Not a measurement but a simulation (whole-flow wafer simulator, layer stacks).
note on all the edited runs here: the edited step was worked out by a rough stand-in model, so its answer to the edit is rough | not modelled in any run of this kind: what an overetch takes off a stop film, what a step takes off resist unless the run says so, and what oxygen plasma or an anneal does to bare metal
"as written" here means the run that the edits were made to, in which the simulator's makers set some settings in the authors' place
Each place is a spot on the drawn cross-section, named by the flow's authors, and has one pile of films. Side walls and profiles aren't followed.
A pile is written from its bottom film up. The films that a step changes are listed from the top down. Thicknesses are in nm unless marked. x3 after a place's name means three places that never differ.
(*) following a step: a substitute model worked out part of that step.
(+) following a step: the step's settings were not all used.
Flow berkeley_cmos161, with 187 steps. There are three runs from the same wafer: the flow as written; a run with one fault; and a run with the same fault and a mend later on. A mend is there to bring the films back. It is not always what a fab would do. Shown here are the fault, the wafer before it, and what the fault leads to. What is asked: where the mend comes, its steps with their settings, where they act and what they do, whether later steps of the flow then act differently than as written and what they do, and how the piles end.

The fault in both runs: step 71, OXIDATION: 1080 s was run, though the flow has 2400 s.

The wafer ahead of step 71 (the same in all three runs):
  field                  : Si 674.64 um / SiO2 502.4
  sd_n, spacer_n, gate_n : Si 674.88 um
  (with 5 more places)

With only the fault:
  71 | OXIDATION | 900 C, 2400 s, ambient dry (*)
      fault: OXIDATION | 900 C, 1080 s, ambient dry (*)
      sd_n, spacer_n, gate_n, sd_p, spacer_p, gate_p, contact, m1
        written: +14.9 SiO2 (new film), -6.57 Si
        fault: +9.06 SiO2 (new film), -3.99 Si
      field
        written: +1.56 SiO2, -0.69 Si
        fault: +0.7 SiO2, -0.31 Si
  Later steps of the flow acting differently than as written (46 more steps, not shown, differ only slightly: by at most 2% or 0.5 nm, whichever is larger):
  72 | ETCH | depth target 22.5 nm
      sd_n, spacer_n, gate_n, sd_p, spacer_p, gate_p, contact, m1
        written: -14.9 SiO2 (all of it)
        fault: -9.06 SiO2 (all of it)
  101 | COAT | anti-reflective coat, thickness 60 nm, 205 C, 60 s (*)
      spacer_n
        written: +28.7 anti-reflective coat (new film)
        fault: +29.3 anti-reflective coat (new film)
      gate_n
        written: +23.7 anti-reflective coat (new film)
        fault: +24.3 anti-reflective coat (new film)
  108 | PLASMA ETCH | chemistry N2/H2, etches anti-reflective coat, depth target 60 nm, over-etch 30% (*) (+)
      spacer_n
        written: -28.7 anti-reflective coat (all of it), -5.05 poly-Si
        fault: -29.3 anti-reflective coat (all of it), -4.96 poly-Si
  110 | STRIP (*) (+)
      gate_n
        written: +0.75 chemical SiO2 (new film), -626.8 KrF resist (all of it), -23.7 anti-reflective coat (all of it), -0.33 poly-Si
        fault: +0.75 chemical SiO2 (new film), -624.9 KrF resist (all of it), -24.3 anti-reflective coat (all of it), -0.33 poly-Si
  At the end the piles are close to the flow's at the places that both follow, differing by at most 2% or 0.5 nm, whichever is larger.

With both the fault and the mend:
  The mend follows step 71.
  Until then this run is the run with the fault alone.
  71a | OXIDATION | 900 C, 1320 s, ambient dry (*) (the flow's step 71, run once more with other settings)
      sd_n, spacer_n, gate_n, sd_p, spacer_p, gate_p, contact, m1
        +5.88 SiO2, -2.59 Si
      field
        +0.86 SiO2, -0.38 Si
  None of the later steps of the flow acts differently than as written at any place that is followed.
  The piles end the same as the flow's at every place that both follow.
